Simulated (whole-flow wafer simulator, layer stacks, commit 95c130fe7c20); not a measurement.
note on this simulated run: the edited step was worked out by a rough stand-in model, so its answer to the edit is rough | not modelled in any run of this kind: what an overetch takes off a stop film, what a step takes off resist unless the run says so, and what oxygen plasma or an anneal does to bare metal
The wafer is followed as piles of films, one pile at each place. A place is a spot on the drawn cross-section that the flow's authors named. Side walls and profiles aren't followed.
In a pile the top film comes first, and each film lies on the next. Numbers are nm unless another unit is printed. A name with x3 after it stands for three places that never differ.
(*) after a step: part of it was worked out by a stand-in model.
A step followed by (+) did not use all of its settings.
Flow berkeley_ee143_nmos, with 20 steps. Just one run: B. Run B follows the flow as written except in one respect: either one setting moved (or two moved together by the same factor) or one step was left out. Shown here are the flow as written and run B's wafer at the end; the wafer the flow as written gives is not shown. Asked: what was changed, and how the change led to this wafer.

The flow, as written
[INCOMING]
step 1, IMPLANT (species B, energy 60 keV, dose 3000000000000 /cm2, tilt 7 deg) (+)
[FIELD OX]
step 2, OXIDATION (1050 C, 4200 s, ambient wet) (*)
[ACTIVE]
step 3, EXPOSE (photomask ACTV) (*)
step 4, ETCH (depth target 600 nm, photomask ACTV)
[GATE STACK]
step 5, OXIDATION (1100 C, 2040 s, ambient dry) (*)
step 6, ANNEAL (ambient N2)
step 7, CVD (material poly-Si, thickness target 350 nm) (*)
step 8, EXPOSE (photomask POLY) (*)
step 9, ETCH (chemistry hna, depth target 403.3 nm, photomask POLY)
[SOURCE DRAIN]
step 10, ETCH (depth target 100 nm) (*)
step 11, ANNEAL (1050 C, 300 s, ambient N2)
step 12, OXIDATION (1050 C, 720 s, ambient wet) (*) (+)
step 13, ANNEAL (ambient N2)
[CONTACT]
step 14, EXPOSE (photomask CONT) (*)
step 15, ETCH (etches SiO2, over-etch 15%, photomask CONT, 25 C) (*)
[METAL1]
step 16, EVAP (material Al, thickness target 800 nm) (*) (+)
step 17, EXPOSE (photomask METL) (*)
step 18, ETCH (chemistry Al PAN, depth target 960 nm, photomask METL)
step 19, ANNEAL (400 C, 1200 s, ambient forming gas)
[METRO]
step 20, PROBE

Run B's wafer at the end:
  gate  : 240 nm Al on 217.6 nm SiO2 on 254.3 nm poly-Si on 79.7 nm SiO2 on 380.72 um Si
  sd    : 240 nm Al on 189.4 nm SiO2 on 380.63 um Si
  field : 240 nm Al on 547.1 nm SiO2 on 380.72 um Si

What caused this: step 16, EVAP: thickness target 1200 nm was run, though the flow has thickness target 800 nm.

The path from the change to this, step by step:
  step 16, EVAP (material Al, thickness target 800 nm) (*) (+)
      gate, sd, contact, field: +1200 Al (new film) (it would be, as written: +800 Al (new film))
  step 18, ETCH (chemistry Al PAN, depth target 960 nm, photomask METL)
      gate, sd, field: -960 Al (it would be, as written: -800 Al (all of it))
Taking metal films that touch as one body, gate has 1 body; the flow as written gives 0 bodies.
Taking metal films that touch as one body, sd has 1 body; the flow as written gives 0 bodies.
Taking metal films that touch as one body, field has 1 body; the flow as written gives 0 bodies.
